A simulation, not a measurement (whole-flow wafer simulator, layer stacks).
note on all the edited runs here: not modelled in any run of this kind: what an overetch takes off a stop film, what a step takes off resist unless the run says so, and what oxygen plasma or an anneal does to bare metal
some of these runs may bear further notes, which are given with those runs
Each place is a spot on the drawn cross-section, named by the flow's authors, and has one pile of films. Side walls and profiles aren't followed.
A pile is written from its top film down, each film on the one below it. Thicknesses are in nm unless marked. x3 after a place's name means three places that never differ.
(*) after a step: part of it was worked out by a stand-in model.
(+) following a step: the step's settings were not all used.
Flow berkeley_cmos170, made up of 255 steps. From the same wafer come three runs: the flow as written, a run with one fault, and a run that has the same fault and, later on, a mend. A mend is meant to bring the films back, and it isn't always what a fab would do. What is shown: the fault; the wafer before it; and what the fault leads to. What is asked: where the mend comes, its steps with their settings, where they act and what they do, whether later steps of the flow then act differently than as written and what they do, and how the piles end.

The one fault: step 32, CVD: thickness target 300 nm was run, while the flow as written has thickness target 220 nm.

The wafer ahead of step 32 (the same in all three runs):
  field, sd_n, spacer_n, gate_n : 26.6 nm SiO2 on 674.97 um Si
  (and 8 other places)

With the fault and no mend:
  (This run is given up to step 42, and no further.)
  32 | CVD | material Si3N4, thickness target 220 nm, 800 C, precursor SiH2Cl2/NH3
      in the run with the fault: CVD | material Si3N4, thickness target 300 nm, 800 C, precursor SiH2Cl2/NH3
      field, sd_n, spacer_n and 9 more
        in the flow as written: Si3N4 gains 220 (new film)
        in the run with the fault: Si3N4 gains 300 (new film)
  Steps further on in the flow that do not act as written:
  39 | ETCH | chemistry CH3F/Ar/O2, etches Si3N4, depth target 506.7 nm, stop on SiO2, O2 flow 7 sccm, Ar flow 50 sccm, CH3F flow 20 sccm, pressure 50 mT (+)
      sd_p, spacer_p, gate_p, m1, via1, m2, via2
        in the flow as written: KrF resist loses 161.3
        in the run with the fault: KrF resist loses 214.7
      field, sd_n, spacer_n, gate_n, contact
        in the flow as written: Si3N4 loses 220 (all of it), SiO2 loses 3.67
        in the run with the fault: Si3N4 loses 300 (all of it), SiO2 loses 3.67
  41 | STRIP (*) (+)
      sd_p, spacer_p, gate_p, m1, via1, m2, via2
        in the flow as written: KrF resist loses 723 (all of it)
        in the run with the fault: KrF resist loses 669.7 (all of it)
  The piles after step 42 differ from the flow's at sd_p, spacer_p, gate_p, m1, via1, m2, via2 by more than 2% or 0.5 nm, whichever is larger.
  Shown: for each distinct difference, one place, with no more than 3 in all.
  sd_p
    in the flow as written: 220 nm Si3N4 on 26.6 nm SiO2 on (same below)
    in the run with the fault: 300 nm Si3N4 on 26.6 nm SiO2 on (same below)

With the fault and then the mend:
  The mend stands after step 32.
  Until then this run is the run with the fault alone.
  32a | ETCH | chemistry h3po4, depth target 80 nm
      field, sd_n, spacer_n and 9 more
        Si3N4 loses 80
  Later steps of the flow that are run all act as written at every place that is followed.
  The piles end the same as the flow's at every place that both follow.
